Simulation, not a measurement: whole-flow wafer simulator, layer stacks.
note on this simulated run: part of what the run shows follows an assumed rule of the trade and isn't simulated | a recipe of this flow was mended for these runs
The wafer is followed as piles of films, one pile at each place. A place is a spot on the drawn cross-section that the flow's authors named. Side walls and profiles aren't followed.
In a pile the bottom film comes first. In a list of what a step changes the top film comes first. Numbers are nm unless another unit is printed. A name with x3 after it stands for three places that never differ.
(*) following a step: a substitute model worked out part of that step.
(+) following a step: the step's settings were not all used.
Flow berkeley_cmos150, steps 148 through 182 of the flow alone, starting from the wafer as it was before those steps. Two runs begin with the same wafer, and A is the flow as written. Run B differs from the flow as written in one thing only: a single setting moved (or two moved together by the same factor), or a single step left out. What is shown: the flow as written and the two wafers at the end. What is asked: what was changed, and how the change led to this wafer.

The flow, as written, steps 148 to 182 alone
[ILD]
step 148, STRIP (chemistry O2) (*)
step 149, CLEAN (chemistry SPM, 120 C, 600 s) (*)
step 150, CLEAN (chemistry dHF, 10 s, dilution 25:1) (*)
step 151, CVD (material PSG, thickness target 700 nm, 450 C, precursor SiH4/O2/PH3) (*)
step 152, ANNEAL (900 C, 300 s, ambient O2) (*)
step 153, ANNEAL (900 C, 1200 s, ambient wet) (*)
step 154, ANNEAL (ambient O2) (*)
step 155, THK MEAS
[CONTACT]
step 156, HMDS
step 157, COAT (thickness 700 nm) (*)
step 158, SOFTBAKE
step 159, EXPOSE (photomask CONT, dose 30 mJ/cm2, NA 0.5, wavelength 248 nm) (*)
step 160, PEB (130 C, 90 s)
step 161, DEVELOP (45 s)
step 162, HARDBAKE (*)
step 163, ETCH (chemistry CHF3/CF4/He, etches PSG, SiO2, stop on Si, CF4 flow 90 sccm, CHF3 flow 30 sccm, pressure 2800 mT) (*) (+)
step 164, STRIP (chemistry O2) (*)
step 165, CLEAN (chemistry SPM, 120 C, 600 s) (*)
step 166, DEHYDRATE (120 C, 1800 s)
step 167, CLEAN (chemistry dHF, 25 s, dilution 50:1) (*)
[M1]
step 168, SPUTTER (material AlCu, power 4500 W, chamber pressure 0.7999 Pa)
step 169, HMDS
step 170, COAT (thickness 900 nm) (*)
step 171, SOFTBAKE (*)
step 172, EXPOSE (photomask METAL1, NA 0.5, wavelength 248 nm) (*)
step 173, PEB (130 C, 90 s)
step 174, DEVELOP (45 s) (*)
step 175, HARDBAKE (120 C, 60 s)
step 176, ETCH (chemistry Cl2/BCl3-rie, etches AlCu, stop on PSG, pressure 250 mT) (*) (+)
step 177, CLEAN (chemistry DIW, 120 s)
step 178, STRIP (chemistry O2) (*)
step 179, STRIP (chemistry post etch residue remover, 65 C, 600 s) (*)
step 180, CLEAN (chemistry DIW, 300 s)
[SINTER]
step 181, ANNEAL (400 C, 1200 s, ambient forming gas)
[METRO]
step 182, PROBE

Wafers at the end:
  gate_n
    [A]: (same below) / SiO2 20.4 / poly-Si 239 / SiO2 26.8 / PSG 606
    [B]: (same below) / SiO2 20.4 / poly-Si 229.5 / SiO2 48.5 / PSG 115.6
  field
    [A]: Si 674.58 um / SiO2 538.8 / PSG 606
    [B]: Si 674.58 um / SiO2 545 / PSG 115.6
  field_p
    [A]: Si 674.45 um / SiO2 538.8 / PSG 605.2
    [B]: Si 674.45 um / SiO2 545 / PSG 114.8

The reason: step 151, CVD: 315 C was run, while the flow as written has 450 C.

Step by step, how the change led to this:
  step 151, CVD (material PSG, thickness target 700 nm, 450 C, precursor SiH4/O2/PH3) (*)
      field, field_p, sd_n, gate_n, gate_p, contact, m1: A PSG gains 700 (new film) | B PSG gains 183.8 (new film)
      sd_p: A PSG gains 639.5 (new film) | B PSG gains 171.8 (new film)
  step 153, ANNEAL (900 C, 1200 s, ambient wet) (*)
      sd_n, contact, m1: A PSG loses 35, SiO2 gains 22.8, Si loses 10 | B PSG loses 9.19, SiO2 gains 36.9, Si loses 16.2
      field, field_p: A PSG loses 35, SiO2 gains 16.3, Si loses 7.15 | B PSG loses 9.19, SiO2 gains 22.5, Si loses 9.88
      (as well as at 3 more places)
  step 157, COAT (thickness 700 nm) (*)
      gate_n: A KrF-resist gains 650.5 (new film) | B KrF-resist gains 619.5 (new film)
      sd_p: A KrF-resist gains 1000.3 (new film) | B KrF-resist gains 919.2 (new film)
      (as well as at 1 more place)
  step 163, ETCH (chemistry CHF3/CF4/He, etches PSG, SiO2, stop on Si, CF4 flow 90 sccm, CHF3 flow 30 sccm, pressure 2800 mT) (*) (+)
      field, field_p, sd_n, gate_n, sd_p, gate_p, m1: A KrF-resist loses 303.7 | B KrF-resist loses 133.6
      contact: A PSG loses 665 (all of it), SiO2 loses 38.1 (all of it), Si loses 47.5 | B PSG loses 174.6 (all of it), SiO2 loses 52.2 (all of it), Si loses 47.5
  step 164, STRIP (chemistry O2) (*)
      field: A KrF-resist loses 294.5 (all of it) | B KrF-resist loses 454.7 (all of it)
      field_p: A KrF-resist loses 397.1 (all of it) | B KrF-resist loses 553.3 (all of it)
      (as well as at 5 more places)
  step 168, SPUTTER (material AlCu, power 4500 W, chamber pressure 0.7999 Pa)
      contact: A AlCu gains 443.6 (new film) | B AlCu gains 565.6 (new film)
  step 170, COAT (thickness 900 nm) (*)
      field: A thick-KrF-resist gains 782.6 (new film) | B thick-KrF-resist gains 801.9 (new film)
      field_p: A thick-KrF-resist gains 942.7 (new film) | B thick-KrF-resist gains 919.2 (new film)
      (as well as at 6 more places)
  step 173, PEB (130 C, 90 s)
      contact: A thick-KrF-resist loses 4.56 | B thick-KrF-resist loses 3.13
  step 174, DEVELOP (45 s) (*)
      field: A thick-KrF-resist loses 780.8 (all of it), AlCu loses 10 | B thick-KrF-resist loses 800.1 (all of it), AlCu loses 10
      field_p: A thick-KrF-resist loses 940.5 (all of it), AlCu loses 10 | B thick-KrF-resist loses 917 (all of it), AlCu loses 10
      (as well as at 4 more places)
  step 175, HARDBAKE (120 C, 60 s)
      contact: A thick-KrF-resist loses 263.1 | B thick-KrF-resist loses 191.4
      m1: A thick-KrF-resist loses 148.2 | B thick-KrF-resist loses 154.6
  step 176, ETCH (chemistry Cl2/BCl3-rie, etches AlCu, stop on PSG, pressure 250 mT) (*) (+)
      sd_p: A AlCu loses 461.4 (all of it), PSG loses 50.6 | B AlCu loses 470.7 (all of it), PSG loses 49.4
  step 178, STRIP (chemistry O2) (*)
      contact: A thick-KrF-resist loses 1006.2 (all of it) | B thick-KrF-resist loses 611 (all of it)
      m1: A thick-KrF-resist loses 373.8 (all of it) | B thick-KrF-resist loses 408.6 (all of it)
